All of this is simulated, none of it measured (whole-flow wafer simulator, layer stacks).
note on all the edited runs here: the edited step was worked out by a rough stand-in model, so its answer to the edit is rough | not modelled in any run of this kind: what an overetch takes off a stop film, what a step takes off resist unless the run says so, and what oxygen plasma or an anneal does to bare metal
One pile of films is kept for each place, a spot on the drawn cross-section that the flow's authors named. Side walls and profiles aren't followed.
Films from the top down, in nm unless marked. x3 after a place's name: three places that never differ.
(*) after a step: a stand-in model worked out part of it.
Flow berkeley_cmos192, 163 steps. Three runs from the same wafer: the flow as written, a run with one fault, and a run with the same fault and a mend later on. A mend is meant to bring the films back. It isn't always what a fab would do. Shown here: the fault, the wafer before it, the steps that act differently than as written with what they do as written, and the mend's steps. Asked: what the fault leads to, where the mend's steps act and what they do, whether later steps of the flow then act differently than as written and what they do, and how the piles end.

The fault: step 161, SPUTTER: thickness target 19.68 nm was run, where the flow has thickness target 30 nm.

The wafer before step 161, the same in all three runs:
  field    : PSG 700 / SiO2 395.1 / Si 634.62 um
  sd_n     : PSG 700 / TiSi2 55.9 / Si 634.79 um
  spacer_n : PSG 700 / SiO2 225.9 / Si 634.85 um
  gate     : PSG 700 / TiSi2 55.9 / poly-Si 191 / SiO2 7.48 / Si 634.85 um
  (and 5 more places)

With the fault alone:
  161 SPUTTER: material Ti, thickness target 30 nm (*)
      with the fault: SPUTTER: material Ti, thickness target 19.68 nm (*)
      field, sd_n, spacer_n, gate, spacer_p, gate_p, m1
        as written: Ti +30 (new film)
        with the fault: Ti +19.7 (new film)
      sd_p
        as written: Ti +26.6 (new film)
        with the fault: Ti +17.5 (new film)
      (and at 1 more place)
  No later step of the flow acts differently than as written, at any place that is followed, by more than 2% or 0.5 nm, whichever is larger.
  At the end the piles differ from the flow's by more than 2% or 0.5 nm, whichever is larger, at field, sd_n, spacer_n and 6 more.
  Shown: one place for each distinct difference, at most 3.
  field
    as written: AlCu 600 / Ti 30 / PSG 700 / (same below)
    with the fault: AlCu 600 / Ti 19.7 / PSG 700 / (same below)
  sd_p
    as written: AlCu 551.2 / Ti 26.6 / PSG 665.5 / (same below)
    with the fault: AlCu 551.7 / Ti 17.5 / PSG 665.5 / (same below)
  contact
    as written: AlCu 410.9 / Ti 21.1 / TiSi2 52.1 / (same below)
    with the fault: AlCu 412.5 / Ti 13.8 / TiSi2 52.1 / (same below)

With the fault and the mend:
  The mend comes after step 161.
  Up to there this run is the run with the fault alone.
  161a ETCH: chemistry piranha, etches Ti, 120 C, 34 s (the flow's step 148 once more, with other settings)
      field, sd_n, spacer_n, gate, spacer_p, gate_p, m1
        Ti -19.7 (all of it)
      sd_p
        Ti -17.5 (all of it)
      contact
        Ti -13.8 (all of it), TiSi2 -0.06
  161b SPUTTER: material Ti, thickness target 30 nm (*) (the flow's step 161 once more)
      field, sd_n, spacer_n, gate, spacer_p, gate_p, m1
        Ti +30 (new film)
      sd_p
        Ti +26.6 (new film)
      contact
        Ti +21.1 (new film)
  No later step of the flow acts differently than as written at any place that is followed.
  At the end the piles differ from the flow's only slightly at the places that both follow, by at most 2% or 0.5 nm, whichever is larger.
